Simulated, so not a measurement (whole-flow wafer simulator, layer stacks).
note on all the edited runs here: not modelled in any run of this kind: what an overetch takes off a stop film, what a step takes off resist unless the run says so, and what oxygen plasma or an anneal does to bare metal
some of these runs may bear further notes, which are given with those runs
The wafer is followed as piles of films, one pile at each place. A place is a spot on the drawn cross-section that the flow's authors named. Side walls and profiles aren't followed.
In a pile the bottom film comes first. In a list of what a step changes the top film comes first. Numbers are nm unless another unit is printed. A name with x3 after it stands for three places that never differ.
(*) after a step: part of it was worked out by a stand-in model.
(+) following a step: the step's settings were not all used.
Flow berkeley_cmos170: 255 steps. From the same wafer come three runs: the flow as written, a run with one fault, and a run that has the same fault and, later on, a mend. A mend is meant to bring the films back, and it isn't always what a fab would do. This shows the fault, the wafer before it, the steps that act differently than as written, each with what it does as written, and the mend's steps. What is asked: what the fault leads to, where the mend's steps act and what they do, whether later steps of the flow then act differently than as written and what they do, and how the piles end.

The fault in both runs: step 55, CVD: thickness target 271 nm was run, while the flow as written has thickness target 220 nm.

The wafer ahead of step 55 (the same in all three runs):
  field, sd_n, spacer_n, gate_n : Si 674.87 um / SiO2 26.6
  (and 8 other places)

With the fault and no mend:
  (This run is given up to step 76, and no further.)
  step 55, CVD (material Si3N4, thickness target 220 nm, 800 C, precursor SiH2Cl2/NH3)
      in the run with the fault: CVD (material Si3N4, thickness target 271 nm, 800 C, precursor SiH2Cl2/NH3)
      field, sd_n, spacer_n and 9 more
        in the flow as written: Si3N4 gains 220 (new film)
        in the run with the fault: Si3N4 gains 271 (new film)
  Later steps of the flow acting differently than as written (not shown: 3 more steps that differ only slightly, by at most 2% or 0.5 nm, whichever is larger):
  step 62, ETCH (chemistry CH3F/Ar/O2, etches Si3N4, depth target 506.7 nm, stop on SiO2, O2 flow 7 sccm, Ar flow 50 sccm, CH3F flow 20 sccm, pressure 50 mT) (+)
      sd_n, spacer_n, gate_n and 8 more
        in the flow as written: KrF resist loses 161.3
        in the run with the fault: KrF resist loses 195.3
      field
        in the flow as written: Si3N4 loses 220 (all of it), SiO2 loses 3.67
        in the run with the fault: Si3N4 loses 271 (all of it), SiO2 loses 3.67
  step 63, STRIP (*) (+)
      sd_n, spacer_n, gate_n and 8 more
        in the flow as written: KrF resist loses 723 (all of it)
        in the run with the fault: KrF resist loses 689 (all of it)
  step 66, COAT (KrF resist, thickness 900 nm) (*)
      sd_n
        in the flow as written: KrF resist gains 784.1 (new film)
        in the run with the fault: KrF resist gains 759.3 (new film)
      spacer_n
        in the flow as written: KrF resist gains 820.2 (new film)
        in the run with the fault: KrF resist gains 803 (new film)
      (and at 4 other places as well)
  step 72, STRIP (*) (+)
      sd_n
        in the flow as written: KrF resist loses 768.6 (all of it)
        in the run with the fault: KrF resist loses 743.9 (all of it)
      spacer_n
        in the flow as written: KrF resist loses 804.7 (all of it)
        in the run with the fault: KrF resist loses 787.5 (all of it)
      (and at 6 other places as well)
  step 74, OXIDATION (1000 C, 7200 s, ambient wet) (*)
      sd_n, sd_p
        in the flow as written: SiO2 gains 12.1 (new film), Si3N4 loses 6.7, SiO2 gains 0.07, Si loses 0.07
        in the run with the fault: SiO2 gains 12.1 (new film), Si3N4 loses 6.7
  Once step 76 is done, the piles at sd_n, spacer_n, gate_n and 8 more depart from the flow's by more than 2% or 0.5 nm, whichever is larger.
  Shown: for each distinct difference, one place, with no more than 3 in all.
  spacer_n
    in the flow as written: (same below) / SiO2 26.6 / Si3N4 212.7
    in the run with the fault: (same below) / SiO2 26.6 / Si3N4 263.8
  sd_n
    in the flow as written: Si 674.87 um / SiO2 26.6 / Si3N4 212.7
    in the run with the fault: Si 674.87 um / SiO2 26.6 / Si3N4 263.8

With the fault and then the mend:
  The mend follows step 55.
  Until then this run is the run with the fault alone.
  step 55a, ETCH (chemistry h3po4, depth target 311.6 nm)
      field, sd_n, spacer_n and 9 more
        Si3N4 loses 271 (all of it)
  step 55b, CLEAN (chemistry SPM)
      leaves every film unchanged at each place that is followed
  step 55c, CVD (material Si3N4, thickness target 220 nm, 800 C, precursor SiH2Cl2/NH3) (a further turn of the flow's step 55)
      field, sd_n, spacer_n and 9 more
        Si3N4 gains 220 (new film)
  Later steps of the flow that are run all act as written at every place that is followed.
  At every place that both follow, the piles at the end match the flow's.
